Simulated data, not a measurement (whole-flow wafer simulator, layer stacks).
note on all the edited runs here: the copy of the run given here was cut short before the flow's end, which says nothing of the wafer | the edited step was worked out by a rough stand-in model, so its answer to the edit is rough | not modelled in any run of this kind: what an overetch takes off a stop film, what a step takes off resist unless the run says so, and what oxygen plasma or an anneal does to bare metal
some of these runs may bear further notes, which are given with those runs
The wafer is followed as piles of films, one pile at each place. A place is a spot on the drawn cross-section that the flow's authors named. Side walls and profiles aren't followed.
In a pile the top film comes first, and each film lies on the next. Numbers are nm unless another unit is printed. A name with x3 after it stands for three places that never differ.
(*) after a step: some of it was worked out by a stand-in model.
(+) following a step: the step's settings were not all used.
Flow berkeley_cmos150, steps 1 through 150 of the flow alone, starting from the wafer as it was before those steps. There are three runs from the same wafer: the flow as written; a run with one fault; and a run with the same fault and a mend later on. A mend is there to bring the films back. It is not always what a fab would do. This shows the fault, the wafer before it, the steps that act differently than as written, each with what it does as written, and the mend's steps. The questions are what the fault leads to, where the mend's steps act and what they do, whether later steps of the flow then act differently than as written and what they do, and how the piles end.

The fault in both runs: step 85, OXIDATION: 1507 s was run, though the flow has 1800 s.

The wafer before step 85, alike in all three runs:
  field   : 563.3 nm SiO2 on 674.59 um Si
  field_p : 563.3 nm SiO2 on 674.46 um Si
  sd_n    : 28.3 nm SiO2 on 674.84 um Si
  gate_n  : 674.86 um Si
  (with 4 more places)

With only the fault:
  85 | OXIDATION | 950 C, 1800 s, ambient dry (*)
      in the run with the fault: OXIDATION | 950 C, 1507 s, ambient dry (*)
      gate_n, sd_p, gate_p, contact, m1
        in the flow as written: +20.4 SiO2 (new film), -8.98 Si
        in the run with the fault: +18.3 SiO2 (new film), -8.06 Si
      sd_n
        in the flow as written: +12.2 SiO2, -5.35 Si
        in the run with the fault: +10.5 SiO2, -4.6 Si
  Steps later in the flow that act otherwise than as written (21 other steps are not shown; they differ only slightly, by no more than 2% or 0.5 nm, whichever is larger):
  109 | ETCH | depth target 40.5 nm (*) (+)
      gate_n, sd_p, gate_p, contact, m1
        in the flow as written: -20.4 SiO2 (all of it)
        in the run with the fault: -18.3 SiO2 (all of it)
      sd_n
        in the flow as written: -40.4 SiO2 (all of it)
        in the run with the fault: -38.7 SiO2 (all of it)
  At the end the piles are close to the flow's at the places that both follow, differing by at most 2% or 0.5 nm, whichever is larger.

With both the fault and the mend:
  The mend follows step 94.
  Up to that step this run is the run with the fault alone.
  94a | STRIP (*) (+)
      field_p
        -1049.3 KrF resist (all of it)
      sd_p
        -1274 KrF resist (all of it)
      gate_p
        -1248.7 KrF resist (all of it)
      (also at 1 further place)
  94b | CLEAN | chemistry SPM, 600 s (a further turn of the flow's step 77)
      leaves every film unchanged at each place that is followed
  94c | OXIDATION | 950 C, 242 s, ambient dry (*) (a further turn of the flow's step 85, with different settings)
      gate_n, sd_p, gate_p, contact, m1
        +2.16 SiO2, -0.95 Si
      field, field_p
        +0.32 SiO2, -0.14 Si
      sd_n
        +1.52 SiO2, -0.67 Si
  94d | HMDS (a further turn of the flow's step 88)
      leaves every film unchanged at each place that is followed
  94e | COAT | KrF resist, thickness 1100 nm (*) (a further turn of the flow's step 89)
      field
        +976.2 KrF resist (new film)
      field_p
        +1087.8 KrF resist (new film)
      sd_n
        +1243 KrF resist (new film)
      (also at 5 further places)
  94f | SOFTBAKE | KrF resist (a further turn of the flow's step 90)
      leaves every film unchanged at each place that is followed
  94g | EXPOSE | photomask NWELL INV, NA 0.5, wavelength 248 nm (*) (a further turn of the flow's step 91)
      leaves every film unchanged at each place that is followed
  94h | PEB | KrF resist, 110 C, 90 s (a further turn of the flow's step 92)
      field
        -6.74 KrF resist
      field_p
        -7.53 KrF resist
      sd_n
        -8.63 KrF resist
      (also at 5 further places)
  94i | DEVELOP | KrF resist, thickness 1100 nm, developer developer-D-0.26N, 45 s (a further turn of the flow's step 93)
      field_p, sd_p, gate_p, m1
        -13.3 KrF resist
      field
        -969.5 KrF resist (all of it)
      sd_n
        -1234.4 KrF resist (all of it)
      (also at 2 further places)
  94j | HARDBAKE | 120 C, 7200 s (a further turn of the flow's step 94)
      field_p
        -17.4 KrF resist
      sd_p
        -21.4 KrF resist
      gate_p
        -20.9 KrF resist
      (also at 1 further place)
  Later steps of the flow that are run all act as written at every place that is followed, up to a difference of at most 2% or 0.5 nm, whichever is larger.
  At the end the piles are close to the flow's at the places that both follow, differing by at most 2% or 0.5 nm, whichever is larger.
